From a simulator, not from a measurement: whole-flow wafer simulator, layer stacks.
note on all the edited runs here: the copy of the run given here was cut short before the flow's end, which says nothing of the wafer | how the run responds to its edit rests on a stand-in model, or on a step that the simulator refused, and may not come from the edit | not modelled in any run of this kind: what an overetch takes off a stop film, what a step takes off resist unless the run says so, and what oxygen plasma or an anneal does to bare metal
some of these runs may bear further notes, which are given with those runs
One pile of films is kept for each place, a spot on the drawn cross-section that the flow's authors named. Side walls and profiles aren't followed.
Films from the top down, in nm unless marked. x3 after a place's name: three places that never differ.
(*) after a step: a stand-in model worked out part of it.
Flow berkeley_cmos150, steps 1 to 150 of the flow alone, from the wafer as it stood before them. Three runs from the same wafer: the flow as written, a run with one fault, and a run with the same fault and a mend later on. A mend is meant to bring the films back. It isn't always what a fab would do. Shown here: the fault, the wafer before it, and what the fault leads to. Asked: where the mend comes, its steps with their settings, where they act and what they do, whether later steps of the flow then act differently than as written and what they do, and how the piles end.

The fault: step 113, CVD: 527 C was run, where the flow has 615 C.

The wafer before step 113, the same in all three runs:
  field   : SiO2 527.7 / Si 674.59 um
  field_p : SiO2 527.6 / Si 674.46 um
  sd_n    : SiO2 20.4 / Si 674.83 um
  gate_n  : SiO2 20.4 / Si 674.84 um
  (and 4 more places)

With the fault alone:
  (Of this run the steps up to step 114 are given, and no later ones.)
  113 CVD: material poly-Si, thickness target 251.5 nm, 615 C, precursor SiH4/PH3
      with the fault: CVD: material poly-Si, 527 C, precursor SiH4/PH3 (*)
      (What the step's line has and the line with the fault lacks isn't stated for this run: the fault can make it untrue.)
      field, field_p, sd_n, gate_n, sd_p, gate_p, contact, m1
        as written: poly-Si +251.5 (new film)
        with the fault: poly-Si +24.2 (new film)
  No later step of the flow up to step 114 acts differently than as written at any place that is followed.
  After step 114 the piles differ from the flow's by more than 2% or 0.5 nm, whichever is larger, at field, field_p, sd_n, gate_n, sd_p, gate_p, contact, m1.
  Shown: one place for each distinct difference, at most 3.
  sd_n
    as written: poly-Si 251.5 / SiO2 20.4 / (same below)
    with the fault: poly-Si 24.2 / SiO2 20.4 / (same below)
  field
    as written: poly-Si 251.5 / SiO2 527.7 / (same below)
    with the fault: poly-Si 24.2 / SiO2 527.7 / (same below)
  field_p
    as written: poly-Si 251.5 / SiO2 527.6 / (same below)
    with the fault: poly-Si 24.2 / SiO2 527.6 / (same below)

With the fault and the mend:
  The mend comes after step 113.
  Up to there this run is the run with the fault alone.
  113a CVD: material poly-Si, thickness target 227.3 nm, 615 C, precursor SiH4/PH3 (*) (the flow's step 113 once more, with other settings)
      field, field_p, sd_n, gate_n, sd_p, gate_p, contact, m1
        poly-Si +227.3
  No later step of the flow acts differently than as written, at any place that is followed, by more than 2% or 0.5 nm, whichever is larger.
  At the end the piles differ from the flow's only slightly at the places that both follow, by at most 2% or 0.5 nm, whichever is larger.
